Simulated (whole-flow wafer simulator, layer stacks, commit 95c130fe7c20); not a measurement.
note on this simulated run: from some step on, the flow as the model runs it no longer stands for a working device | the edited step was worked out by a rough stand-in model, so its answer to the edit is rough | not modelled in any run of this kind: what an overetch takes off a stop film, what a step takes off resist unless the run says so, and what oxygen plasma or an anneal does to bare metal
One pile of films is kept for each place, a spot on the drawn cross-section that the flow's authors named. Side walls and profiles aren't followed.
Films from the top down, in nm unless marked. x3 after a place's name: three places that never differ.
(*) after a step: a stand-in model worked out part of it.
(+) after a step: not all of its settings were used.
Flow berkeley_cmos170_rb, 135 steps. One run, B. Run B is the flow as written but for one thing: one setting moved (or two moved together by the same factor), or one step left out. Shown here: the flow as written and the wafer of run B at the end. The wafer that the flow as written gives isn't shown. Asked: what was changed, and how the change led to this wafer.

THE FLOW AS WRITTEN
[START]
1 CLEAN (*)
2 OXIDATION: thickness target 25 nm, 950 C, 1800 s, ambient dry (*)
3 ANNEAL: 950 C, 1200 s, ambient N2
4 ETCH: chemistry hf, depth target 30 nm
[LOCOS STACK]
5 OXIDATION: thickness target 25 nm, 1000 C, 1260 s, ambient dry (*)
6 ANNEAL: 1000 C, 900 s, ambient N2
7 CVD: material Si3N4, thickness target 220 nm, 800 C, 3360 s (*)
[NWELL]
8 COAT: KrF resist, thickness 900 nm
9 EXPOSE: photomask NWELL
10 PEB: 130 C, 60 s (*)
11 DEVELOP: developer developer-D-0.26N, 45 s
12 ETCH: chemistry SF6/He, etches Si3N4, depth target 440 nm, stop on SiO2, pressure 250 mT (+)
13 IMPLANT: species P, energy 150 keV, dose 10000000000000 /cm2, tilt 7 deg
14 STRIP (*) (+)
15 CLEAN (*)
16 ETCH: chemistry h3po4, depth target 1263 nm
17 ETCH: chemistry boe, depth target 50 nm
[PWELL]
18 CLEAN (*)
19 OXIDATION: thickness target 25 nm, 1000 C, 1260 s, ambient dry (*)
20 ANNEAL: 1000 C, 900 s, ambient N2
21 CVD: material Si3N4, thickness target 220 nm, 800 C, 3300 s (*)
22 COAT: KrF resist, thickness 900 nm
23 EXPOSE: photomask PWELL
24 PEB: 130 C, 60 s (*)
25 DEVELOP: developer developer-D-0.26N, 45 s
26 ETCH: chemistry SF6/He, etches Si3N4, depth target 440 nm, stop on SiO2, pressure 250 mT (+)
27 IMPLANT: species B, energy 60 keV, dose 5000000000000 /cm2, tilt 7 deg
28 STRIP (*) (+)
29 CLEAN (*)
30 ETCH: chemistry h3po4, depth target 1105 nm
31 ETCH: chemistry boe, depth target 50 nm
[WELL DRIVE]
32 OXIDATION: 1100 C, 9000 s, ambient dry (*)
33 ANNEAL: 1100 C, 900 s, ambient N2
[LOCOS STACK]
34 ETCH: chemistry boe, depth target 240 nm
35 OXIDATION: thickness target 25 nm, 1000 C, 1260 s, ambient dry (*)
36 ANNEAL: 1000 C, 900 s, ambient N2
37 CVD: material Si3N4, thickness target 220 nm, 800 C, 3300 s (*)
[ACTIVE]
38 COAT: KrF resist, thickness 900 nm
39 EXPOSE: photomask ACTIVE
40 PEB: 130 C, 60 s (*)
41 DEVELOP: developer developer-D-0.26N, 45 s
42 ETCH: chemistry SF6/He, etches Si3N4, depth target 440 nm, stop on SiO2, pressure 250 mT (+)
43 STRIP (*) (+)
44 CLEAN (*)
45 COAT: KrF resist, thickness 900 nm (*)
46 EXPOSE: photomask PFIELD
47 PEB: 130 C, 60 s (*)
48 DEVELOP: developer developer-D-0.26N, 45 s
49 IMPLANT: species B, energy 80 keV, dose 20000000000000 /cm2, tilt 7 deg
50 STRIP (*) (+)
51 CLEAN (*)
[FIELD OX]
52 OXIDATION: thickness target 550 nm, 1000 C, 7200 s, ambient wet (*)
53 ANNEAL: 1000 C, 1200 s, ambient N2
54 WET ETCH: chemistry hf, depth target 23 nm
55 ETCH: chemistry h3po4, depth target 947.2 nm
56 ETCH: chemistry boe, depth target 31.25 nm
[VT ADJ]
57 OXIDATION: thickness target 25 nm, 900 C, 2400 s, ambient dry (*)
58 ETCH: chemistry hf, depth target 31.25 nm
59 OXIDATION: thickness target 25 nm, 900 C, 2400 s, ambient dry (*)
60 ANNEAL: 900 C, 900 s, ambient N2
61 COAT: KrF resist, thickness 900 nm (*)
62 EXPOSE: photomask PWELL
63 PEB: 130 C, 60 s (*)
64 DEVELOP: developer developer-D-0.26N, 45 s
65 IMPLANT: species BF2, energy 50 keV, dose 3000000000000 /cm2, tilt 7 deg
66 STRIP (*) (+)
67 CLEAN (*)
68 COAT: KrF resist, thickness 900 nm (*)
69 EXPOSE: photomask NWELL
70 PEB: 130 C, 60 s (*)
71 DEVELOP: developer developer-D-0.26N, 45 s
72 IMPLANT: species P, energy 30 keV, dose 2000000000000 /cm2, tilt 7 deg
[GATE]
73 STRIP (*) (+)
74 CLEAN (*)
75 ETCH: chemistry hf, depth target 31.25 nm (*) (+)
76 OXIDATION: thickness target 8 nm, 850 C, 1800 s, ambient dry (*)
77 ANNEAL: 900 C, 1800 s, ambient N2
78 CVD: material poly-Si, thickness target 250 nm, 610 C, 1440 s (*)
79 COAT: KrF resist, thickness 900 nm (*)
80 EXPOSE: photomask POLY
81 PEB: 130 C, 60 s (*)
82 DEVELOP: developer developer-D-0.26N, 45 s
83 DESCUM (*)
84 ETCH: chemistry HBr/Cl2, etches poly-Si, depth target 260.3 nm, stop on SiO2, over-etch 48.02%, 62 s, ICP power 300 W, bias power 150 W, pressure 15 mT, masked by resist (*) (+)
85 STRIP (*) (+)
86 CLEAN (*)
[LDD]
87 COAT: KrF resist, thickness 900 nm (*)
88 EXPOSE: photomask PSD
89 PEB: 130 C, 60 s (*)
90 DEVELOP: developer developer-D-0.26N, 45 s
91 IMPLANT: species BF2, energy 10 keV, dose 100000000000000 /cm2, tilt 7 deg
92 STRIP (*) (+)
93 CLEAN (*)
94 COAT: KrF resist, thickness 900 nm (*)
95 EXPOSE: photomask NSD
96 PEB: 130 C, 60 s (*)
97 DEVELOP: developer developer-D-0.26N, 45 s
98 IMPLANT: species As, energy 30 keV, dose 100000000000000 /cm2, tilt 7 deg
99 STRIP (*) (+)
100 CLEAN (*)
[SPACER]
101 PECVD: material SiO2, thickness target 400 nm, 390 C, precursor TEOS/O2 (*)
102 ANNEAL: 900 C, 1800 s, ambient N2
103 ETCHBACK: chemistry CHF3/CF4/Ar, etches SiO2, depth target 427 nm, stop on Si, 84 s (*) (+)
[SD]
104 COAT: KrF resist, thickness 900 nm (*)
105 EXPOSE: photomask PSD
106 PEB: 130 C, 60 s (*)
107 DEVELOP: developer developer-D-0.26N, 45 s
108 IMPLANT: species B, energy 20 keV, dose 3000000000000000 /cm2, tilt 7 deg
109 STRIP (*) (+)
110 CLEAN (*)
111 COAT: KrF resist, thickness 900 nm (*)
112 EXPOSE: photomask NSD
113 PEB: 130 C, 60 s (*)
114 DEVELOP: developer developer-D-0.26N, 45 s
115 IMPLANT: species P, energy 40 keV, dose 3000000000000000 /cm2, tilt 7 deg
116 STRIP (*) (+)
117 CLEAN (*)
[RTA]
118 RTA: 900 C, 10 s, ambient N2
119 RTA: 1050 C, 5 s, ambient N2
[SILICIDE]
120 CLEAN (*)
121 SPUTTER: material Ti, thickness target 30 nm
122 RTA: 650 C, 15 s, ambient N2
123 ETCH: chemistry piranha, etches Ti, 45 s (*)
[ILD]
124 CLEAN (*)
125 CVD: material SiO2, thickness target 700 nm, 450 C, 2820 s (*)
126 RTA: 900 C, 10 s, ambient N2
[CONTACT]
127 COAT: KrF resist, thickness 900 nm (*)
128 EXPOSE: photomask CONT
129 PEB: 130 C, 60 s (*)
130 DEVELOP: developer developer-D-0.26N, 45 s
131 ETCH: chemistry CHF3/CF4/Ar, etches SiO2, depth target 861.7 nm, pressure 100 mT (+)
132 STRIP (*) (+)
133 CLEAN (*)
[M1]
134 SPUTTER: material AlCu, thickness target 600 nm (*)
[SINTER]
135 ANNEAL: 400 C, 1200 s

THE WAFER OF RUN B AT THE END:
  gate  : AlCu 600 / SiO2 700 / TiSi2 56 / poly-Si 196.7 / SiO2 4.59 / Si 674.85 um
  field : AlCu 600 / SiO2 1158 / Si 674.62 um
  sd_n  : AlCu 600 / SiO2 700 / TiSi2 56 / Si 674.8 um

The cause: step 76, OXIDATION: 720 s was run, where the flow has 1800 s.

How the change led to this, step by step:
  76 OXIDATION: thickness target 8 nm, 850 C, 1800 s, ambient dry (*)
      sd_n, spacer_n, gate, sd_p, spacer_p, gate_p, contact, m1: SiO2 +4.59 (new film), Si -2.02 (as written it would be: SiO2 +7.53 (new film), Si -3.31)
